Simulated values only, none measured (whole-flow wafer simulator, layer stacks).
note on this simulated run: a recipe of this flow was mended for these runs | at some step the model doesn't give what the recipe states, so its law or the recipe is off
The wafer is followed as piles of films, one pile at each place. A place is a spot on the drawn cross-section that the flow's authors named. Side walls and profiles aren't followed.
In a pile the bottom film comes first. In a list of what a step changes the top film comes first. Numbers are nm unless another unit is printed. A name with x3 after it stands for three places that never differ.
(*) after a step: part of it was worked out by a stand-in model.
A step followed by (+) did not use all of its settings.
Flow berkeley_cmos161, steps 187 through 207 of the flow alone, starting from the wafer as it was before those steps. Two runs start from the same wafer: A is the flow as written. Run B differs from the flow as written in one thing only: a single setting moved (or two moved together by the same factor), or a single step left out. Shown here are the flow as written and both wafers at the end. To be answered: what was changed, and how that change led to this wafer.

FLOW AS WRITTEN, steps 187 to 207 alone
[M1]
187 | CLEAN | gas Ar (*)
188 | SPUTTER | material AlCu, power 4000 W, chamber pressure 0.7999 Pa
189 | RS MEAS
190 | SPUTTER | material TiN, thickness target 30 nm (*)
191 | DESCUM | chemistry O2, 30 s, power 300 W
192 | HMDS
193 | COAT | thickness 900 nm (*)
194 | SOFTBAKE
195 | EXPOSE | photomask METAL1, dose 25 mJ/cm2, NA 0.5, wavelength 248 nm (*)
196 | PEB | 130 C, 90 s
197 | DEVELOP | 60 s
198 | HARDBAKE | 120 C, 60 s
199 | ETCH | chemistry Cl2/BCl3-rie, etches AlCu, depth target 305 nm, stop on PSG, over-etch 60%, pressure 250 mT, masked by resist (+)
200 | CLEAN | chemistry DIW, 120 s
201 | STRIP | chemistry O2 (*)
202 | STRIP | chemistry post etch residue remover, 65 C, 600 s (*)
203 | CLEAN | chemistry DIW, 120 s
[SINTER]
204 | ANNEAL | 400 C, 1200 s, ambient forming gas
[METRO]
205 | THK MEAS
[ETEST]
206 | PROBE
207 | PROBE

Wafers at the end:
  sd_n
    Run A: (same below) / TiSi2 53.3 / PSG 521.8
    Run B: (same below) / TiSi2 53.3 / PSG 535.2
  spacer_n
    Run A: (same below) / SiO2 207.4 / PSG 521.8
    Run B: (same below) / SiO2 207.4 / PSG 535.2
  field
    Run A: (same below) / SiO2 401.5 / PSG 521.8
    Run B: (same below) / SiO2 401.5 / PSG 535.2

What caused this: step 199, ETCH: over-etch 24.7% was run, whereas the flow has over-etch 60%.

Step by step, how the change led to this:
  199 | ETCH | chemistry Cl2/BCl3-rie, etches AlCu, depth target 305 nm, stop on PSG, over-etch 60%, pressure 250 mT, masked by resist (+)
      field, sd_n, spacer_n, gate_n, spacer_p, gate_p: A -30 TiN (all of it), -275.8 AlCu (all of it), -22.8 PSG | B -30 TiN (all of it), -275.8 AlCu (all of it), -9.31 PSG
      contact, m1: A -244 KrF-resist | B -190.2 KrF-resist
      (and at 1 other place as well)
  201 | STRIP | chemistry O2 (*)
      contact: A -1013 KrF-resist (all of it) | B -1066.9 KrF-resist (all of it)
      m1: A -537.5 KrF-resist (all of it) | B -591.3 KrF-resist (all of it)
